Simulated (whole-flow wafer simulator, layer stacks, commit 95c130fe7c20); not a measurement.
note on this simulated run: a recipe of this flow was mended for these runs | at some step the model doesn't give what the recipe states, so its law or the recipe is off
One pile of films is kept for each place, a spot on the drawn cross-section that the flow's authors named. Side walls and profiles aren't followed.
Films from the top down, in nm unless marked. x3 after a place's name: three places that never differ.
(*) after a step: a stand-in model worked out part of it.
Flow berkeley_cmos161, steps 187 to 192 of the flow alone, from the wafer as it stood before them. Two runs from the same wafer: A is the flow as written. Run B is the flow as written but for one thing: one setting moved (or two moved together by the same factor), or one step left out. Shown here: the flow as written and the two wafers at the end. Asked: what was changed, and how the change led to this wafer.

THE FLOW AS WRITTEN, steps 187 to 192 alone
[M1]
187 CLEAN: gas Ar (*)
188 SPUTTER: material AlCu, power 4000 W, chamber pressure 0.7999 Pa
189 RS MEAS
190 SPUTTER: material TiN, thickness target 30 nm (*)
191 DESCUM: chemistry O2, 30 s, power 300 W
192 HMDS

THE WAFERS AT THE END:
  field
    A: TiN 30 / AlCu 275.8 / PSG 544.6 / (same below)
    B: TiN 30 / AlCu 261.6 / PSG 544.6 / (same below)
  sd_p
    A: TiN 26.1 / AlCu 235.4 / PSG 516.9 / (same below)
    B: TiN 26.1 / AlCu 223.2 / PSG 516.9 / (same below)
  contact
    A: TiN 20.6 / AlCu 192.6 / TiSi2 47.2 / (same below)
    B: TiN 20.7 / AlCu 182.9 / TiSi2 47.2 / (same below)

The cause: step 188, SPUTTER: power 3787 W was run, where the flow has power 4000 W.

How the change led to this, step by step:
  188 SPUTTER: material AlCu, power 4000 W, chamber pressure 0.7999 Pa
      field, sd_n, spacer_n, gate_n, spacer_p, gate_p, m1: A AlCu +275.8 (new film) | B AlCu +261.6 (new film)
      sd_p: A AlCu +235.4 (new film) | B AlCu +223.2 (new film)
      (and at 1 more place)
